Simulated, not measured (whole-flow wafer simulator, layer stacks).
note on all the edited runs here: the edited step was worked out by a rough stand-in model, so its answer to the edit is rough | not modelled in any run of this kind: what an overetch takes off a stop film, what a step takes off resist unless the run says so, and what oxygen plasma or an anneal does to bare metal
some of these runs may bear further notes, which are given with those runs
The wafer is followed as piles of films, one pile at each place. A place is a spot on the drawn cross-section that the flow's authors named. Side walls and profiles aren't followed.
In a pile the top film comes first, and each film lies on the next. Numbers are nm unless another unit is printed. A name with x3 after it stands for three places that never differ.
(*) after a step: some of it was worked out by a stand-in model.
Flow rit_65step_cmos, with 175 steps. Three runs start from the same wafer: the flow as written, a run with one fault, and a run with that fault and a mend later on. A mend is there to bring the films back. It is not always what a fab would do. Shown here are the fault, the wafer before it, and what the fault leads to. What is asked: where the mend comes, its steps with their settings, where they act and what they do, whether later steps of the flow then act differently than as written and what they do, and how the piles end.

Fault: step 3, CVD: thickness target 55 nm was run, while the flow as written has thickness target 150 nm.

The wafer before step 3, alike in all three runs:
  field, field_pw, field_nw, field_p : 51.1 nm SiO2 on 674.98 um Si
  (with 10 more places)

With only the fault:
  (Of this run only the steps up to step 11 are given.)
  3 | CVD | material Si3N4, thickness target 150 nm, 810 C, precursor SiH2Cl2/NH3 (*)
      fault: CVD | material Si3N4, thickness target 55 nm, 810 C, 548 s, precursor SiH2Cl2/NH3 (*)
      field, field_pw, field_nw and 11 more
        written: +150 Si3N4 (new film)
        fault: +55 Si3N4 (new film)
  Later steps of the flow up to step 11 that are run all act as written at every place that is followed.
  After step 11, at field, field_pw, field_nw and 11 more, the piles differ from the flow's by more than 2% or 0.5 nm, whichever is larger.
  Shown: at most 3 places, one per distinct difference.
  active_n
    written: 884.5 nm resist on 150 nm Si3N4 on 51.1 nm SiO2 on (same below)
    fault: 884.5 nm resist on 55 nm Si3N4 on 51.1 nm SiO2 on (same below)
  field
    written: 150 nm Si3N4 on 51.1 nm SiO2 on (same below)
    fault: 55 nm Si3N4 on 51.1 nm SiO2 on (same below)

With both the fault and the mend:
  The mend follows step 4.
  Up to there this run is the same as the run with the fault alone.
  4a | ETCH | chemistry h3po4, depth target 63.25 nm
      field, field_pw, field_nw and 11 more
        -55 Si3N4 (all of it)
  4b | CLEAN | chemistry SC2, 75 C, 600 s
      does not change any film at any place that is followed
  4c | CVD | material Si3N4, thickness target 150 nm, 810 C, precursor SiH2Cl2/NH3 (*) (the flow's step 3, run once more)
      field, field_pw, field_nw and 11 more
        +150 Si3N4 (new film)
  Later steps of the flow that are run all act as written at every place that is followed.
  The piles end the same as the flow's at every place that both follow.
